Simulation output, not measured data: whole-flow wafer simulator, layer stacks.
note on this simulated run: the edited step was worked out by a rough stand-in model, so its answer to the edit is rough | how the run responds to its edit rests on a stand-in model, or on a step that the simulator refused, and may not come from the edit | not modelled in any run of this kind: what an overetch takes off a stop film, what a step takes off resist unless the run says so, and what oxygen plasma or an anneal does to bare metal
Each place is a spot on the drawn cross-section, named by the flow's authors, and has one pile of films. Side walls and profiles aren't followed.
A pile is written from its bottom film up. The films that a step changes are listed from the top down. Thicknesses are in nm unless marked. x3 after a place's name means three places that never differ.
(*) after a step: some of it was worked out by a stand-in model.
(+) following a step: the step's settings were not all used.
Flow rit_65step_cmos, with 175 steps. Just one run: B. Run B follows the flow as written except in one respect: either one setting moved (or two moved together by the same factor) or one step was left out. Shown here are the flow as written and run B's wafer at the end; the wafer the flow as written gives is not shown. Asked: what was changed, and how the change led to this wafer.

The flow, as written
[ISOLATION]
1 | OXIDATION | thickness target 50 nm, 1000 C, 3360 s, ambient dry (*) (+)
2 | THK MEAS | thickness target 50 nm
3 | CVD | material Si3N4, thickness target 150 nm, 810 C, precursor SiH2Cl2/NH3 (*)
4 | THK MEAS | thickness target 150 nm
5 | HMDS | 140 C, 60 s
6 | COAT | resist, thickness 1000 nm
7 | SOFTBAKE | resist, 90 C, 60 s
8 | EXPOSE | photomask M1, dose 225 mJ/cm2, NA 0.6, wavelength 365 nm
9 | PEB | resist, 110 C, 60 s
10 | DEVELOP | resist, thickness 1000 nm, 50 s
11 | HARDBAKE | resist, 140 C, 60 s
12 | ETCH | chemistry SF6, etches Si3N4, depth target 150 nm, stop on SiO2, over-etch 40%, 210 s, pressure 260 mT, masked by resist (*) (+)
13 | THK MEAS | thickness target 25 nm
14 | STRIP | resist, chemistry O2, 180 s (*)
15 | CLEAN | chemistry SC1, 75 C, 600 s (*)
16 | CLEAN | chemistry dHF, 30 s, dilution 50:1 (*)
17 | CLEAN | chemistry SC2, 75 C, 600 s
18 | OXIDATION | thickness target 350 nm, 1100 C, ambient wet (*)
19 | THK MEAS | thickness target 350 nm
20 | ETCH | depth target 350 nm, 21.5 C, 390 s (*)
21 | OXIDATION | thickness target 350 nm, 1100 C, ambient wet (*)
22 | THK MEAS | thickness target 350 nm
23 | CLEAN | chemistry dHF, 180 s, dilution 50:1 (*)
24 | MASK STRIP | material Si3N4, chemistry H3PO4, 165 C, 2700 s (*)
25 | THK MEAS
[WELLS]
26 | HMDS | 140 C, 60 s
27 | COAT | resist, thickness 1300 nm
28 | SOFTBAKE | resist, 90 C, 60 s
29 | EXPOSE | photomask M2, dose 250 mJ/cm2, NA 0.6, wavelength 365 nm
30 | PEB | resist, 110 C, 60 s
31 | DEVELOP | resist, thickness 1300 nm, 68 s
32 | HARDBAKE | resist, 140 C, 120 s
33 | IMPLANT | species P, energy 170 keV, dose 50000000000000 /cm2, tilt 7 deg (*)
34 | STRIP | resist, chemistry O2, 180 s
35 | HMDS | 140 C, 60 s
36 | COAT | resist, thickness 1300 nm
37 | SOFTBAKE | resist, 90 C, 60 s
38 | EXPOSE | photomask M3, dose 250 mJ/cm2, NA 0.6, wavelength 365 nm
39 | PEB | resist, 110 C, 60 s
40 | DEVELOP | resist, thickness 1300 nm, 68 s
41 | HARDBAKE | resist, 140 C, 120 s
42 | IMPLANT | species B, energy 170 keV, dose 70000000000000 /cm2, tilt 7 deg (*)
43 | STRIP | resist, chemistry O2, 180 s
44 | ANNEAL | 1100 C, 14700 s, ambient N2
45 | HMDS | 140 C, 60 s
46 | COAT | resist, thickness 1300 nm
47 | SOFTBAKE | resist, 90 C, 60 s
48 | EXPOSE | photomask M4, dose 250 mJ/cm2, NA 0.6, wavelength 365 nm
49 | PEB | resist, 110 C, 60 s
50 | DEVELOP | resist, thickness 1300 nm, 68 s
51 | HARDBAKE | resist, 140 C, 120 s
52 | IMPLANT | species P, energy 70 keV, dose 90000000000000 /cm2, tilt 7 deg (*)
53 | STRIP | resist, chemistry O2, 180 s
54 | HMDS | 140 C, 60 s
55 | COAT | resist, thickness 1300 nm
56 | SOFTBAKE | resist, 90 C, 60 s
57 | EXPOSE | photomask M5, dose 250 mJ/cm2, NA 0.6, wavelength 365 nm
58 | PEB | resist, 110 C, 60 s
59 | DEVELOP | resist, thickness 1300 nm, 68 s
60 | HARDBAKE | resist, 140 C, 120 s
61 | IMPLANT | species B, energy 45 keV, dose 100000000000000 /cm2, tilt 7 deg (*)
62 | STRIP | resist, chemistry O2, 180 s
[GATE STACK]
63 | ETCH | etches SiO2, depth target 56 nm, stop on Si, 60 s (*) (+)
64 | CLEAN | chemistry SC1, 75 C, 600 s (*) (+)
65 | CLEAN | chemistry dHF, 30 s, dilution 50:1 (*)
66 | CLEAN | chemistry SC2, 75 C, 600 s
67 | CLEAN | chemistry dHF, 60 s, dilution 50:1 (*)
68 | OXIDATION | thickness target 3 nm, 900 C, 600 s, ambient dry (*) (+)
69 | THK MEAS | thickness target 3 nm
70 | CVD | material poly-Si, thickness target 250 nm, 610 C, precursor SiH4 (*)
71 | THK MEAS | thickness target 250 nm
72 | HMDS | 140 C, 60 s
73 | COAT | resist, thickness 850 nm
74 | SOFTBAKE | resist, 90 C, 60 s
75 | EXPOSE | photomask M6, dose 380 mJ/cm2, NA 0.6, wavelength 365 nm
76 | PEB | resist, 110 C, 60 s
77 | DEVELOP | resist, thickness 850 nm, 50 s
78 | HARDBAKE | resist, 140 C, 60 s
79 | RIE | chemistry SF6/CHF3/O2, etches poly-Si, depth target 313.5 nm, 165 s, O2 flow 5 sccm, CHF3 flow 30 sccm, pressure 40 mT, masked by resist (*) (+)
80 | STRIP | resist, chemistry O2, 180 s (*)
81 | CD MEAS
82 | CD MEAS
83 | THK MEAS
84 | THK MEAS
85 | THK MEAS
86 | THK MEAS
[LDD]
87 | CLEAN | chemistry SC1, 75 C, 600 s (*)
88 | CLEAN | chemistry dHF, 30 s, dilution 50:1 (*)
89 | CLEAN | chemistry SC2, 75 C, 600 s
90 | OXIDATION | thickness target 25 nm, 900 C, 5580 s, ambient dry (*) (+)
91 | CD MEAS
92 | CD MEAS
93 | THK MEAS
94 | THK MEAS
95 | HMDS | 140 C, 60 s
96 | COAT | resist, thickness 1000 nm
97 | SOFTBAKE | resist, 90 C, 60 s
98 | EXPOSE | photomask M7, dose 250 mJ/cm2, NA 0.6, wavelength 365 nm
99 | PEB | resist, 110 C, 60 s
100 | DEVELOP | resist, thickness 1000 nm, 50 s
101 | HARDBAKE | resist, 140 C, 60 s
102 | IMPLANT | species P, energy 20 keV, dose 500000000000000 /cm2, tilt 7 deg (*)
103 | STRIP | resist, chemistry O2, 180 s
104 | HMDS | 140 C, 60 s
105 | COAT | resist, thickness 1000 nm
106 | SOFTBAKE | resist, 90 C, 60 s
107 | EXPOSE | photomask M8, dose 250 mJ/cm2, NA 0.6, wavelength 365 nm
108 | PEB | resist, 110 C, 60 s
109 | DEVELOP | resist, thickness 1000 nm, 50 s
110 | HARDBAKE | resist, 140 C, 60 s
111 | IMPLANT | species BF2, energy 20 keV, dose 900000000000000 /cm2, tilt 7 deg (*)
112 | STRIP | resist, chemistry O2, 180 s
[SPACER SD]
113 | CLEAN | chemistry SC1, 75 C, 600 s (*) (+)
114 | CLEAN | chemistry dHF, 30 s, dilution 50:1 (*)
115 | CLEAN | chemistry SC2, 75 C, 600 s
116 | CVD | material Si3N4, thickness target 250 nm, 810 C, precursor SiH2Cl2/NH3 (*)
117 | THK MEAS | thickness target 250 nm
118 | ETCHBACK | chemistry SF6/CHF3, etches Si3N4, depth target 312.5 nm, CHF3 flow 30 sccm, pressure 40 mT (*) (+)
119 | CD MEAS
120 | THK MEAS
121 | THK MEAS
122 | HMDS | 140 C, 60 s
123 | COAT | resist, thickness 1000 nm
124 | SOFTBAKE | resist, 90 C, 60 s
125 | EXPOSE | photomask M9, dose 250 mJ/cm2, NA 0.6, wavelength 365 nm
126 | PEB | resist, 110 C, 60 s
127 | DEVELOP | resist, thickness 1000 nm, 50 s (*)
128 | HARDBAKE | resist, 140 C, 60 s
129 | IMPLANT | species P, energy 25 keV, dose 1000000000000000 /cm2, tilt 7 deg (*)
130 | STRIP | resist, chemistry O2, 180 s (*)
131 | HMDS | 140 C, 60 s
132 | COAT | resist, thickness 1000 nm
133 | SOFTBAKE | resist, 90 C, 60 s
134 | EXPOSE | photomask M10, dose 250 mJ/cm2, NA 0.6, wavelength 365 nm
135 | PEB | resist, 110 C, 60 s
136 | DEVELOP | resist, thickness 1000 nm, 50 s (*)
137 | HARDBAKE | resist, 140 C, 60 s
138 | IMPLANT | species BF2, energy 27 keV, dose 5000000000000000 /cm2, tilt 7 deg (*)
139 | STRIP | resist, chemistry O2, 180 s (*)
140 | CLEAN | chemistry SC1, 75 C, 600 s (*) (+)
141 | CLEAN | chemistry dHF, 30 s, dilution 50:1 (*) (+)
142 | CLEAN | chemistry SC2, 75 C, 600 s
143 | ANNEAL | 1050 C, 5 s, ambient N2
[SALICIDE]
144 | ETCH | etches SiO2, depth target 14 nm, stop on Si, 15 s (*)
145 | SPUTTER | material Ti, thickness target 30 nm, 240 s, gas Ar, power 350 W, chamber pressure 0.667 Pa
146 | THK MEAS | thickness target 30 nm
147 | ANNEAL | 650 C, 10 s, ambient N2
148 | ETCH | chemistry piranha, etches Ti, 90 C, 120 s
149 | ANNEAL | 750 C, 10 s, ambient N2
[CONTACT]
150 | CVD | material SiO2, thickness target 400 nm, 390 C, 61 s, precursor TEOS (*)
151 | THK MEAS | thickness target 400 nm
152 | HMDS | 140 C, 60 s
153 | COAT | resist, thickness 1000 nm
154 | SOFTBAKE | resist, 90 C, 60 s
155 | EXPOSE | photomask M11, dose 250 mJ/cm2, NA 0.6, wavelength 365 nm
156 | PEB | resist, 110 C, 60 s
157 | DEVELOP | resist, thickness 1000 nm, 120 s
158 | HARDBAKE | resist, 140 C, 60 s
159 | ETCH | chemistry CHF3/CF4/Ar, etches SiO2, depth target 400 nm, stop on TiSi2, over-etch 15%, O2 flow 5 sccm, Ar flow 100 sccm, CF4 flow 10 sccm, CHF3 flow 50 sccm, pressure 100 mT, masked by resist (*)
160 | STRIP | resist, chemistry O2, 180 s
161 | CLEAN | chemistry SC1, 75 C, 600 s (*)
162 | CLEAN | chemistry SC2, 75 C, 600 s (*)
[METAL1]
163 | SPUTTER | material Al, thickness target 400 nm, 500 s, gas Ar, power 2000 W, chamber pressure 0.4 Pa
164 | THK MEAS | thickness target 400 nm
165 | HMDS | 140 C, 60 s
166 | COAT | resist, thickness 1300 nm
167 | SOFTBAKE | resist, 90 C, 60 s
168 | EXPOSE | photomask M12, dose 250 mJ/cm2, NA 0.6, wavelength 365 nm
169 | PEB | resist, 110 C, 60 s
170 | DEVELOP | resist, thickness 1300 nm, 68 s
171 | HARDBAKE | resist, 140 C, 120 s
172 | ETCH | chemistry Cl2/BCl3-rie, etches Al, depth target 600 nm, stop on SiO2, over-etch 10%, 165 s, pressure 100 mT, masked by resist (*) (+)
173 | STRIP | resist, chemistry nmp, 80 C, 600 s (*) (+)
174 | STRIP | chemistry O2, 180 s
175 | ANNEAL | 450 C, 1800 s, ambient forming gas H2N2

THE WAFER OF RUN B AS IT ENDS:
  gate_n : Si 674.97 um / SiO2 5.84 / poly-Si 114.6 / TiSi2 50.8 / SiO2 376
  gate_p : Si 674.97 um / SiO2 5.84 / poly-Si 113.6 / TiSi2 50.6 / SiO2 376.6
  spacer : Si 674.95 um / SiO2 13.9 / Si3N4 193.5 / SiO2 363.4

Cause: step 68, OXIDATION: 420 s was run, whereas the flow has 600 s.

How this came from the change, step by step:
  68 | OXIDATION | thickness target 3 nm, 900 C, 600 s, ambient dry (*) (+)
      active_n, active_p, gate_n and 7 more: SiO2 gains 5.84 (new film), Si loses 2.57 (as written it would have been: SiO2 gains 7.17 (new film), Si loses 3.16)
  79 | RIE | chemistry SF6/CHF3/O2, etches poly-Si, depth target 313.5 nm, 165 s, O2 flow 5 sccm, CHF3 flow 30 sccm, pressure 40 mT, masked by resist (*) (+)
      active_n, active_p, spacer, spacer_p, sd_n, sd_p, contact, m1: poly-Si loses 250 (all of it), SiO2 loses 5.84 (all of it) (as written it would have been: poly-Si loses 250 (all of it), SiO2 loses 7.17 (all of it))
  118 | ETCHBACK | chemistry SF6/CHF3, etches Si3N4, depth target 312.5 nm, CHF3 flow 30 sccm, pressure 40 mT (*) (+)
      spacer, spacer_p: Si3N4 loses 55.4 (as written it would have been: Si3N4 loses 54)
